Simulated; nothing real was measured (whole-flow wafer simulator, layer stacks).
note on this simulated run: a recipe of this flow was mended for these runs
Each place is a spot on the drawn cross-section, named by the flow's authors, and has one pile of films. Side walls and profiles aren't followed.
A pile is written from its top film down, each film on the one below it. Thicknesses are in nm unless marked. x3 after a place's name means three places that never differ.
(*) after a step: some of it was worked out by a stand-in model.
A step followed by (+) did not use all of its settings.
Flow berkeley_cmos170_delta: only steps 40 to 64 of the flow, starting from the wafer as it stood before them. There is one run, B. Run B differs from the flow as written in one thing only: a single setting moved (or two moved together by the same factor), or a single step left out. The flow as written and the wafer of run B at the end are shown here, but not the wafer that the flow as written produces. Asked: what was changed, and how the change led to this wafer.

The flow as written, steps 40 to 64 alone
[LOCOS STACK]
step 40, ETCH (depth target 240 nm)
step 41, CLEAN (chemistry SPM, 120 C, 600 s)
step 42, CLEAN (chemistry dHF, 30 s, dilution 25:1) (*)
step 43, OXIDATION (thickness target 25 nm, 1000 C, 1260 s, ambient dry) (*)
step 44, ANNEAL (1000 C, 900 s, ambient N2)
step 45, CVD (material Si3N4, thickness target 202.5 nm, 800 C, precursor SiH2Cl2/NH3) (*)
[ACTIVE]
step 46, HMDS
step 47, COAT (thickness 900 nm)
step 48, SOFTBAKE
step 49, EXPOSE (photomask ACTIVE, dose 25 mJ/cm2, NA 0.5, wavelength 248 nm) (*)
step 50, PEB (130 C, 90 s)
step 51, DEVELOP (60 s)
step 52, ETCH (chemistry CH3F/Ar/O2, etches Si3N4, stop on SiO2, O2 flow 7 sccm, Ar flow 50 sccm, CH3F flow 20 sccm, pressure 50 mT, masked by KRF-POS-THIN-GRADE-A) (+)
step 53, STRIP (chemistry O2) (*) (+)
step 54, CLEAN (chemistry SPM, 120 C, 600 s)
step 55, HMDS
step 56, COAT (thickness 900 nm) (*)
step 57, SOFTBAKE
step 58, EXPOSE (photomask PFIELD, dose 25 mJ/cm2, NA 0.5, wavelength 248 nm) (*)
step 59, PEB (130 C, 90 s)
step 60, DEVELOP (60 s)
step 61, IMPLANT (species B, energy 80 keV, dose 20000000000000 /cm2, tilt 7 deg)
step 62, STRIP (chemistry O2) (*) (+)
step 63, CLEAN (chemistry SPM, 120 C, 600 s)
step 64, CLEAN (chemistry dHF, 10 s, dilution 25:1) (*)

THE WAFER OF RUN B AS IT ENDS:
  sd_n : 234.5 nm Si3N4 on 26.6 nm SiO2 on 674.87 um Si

The reason: step 45, CVD: thickness target 235.1 nm was run, while the flow as written has thickness target 202.5 nm.

The path from the change to this, step by step:
  step 45, CVD (material Si3N4, thickness target 202.5 nm, 800 C, precursor SiH2Cl2/NH3) (*)
      field, sd_n, spacer_n and 6 more: +235.1 Si3N4 (new film) (in the flow as written it would be: +202.5 Si3N4 (new film))
  step 52, ETCH (chemistry CH3F/Ar/O2, etches Si3N4, stop on SiO2, O2 flow 7 sccm, Ar flow 50 sccm, CH3F flow 20 sccm, pressure 50 mT, masked by KRF-POS-THIN-GRADE-A) (+)
      sd_n, spacer_n, gate, sd_p, spacer_p, gate_p, contact, m1: -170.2 KrF-resist (in the flow as written it would be: -148.5 KrF-resist)
      field: -235.1 Si3N4 (all of it), -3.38 SiO2 (in the flow as written it would be: -202.5 Si3N4 (all of it), -3.38 SiO2)
  step 53, STRIP (chemistry O2) (*) (+)
      sd_n, spacer_n, gate, sd_p, spacer_p, gate_p, contact, m1: -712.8 KrF-resist (all of it) (in the flow as written it would be: -734.6 KrF-resist (all of it))
  step 56, COAT (thickness 900 nm) (*)
      sd_n: +777.8 KrF-resist (new film) (in the flow as written it would be: +794.3 KrF-resist (new film))
  step 62, STRIP (chemistry O2) (*) (+)
      sd_n: -761.2 KrF-resist (all of it) (in the flow as written it would be: -777.7 KrF-resist (all of it))
      m1: -763.5 KrF-resist (all of it) (in the flow as written it would be: -779.3 KrF-resist (all of it))
